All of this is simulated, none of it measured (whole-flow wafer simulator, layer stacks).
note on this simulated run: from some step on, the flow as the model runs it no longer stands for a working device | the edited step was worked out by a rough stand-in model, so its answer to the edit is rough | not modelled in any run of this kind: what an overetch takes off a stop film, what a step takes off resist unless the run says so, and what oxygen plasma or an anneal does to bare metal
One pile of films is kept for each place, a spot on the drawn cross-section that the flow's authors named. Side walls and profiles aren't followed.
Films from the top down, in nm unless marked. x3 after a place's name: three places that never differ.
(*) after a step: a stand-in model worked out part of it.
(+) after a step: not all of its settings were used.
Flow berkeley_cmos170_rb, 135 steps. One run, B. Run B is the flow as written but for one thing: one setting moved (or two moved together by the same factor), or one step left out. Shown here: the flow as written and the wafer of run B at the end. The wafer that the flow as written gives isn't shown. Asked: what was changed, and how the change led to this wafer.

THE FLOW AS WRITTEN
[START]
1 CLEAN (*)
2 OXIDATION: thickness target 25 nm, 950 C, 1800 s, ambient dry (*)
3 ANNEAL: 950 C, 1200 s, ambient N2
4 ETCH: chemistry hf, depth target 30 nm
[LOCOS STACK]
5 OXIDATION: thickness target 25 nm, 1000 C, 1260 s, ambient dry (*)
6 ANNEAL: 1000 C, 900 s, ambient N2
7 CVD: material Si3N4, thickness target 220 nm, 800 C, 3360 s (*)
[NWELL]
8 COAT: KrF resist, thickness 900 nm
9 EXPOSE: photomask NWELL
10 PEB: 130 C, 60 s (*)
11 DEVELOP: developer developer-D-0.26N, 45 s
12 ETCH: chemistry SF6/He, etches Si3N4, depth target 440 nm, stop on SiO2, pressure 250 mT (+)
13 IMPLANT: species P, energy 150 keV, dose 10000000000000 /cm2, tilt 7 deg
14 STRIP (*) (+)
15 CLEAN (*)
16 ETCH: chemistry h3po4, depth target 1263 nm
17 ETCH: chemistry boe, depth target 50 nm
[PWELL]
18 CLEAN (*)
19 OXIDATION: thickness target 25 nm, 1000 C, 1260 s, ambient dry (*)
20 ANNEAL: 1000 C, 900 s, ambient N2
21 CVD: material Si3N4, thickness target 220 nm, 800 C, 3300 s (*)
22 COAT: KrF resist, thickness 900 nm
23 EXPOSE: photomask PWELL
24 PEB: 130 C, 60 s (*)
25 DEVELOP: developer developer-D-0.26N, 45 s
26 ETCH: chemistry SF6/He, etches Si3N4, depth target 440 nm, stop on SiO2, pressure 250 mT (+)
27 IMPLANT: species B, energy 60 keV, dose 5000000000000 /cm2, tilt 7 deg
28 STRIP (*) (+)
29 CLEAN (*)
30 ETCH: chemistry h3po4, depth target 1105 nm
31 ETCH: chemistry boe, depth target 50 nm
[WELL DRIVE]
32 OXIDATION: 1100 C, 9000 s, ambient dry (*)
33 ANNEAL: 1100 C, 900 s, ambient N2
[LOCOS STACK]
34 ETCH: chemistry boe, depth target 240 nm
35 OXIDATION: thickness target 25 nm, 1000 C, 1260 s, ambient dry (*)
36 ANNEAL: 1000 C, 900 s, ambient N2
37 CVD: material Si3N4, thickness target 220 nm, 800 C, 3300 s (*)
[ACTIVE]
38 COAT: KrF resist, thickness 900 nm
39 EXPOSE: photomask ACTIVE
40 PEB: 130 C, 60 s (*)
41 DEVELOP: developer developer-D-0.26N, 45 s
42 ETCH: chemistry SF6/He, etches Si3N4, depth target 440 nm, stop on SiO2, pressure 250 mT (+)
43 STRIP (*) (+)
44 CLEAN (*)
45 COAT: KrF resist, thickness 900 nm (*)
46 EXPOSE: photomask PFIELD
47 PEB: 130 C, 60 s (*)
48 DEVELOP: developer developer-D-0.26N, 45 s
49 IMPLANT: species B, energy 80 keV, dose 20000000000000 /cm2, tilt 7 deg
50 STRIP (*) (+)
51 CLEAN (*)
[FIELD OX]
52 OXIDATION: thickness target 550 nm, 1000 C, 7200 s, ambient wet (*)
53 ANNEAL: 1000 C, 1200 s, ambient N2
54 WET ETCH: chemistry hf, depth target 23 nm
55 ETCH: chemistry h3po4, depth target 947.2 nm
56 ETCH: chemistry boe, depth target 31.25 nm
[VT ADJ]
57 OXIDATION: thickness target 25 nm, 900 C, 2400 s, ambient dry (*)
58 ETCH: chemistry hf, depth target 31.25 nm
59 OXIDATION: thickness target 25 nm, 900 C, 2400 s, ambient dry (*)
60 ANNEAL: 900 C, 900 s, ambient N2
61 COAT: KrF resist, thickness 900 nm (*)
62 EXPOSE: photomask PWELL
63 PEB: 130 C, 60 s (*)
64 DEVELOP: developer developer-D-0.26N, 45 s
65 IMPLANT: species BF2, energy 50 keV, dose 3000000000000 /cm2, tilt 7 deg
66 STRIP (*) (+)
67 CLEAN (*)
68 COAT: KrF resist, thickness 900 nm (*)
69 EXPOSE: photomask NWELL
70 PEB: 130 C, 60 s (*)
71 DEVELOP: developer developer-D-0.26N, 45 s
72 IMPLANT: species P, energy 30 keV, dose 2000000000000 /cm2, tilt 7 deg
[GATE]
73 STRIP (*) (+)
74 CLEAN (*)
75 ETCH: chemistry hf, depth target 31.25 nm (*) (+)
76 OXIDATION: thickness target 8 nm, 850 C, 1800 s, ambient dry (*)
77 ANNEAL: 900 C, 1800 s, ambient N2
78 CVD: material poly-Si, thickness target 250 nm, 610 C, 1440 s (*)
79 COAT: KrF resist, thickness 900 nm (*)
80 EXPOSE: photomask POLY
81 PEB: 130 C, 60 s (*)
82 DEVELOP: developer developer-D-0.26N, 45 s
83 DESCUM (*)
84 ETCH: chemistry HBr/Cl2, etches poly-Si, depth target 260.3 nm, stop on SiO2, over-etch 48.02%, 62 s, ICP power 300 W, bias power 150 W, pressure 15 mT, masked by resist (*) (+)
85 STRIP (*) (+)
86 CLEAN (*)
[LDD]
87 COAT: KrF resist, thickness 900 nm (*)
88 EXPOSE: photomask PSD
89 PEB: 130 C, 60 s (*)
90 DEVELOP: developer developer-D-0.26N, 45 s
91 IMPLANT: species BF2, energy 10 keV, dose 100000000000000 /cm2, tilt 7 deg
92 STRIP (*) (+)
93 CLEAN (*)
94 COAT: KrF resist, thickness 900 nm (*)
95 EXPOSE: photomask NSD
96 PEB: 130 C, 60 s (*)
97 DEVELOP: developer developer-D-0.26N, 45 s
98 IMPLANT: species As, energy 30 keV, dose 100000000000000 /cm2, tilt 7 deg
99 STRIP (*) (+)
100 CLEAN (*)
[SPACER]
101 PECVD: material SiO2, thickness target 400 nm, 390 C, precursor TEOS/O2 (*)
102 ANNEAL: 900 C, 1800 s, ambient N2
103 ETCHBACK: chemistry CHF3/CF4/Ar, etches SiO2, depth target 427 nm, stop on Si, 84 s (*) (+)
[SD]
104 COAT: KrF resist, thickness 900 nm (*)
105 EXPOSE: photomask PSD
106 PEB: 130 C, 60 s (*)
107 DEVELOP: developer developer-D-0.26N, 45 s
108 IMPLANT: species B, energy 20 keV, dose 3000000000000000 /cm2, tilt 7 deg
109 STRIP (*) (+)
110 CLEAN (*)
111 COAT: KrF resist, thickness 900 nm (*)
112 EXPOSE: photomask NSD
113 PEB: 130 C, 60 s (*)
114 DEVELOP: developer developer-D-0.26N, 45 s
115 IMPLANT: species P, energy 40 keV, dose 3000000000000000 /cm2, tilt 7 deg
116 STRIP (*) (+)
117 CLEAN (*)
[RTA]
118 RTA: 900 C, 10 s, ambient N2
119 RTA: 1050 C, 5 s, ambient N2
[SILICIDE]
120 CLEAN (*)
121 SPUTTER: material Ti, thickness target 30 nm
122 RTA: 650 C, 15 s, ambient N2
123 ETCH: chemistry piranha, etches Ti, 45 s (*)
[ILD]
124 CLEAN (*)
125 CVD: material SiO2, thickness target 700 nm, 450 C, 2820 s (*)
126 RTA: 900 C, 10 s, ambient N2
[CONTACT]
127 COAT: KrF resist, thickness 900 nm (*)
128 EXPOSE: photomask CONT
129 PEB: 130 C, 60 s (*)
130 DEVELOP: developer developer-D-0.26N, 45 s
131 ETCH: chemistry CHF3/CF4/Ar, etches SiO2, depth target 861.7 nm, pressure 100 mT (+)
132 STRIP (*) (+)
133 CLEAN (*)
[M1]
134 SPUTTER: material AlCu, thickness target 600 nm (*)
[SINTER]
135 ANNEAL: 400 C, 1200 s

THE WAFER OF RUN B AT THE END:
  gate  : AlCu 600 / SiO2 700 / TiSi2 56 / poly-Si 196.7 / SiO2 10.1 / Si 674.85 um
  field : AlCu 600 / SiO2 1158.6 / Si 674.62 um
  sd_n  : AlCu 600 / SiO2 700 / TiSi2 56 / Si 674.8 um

The cause: step 76, OXIDATION: 2880 s was run, where the flow has 1800 s.

How the change led to this, step by step:
  76 OXIDATION: thickness target 8 nm, 850 C, 1800 s, ambient dry (*)
      sd_n, spacer_n, gate, sd_p, spacer_p, gate_p, contact, m1: SiO2 +10.1 (new film), Si -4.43 (as written it would be: SiO2 +7.53 (new film), Si -3.31)
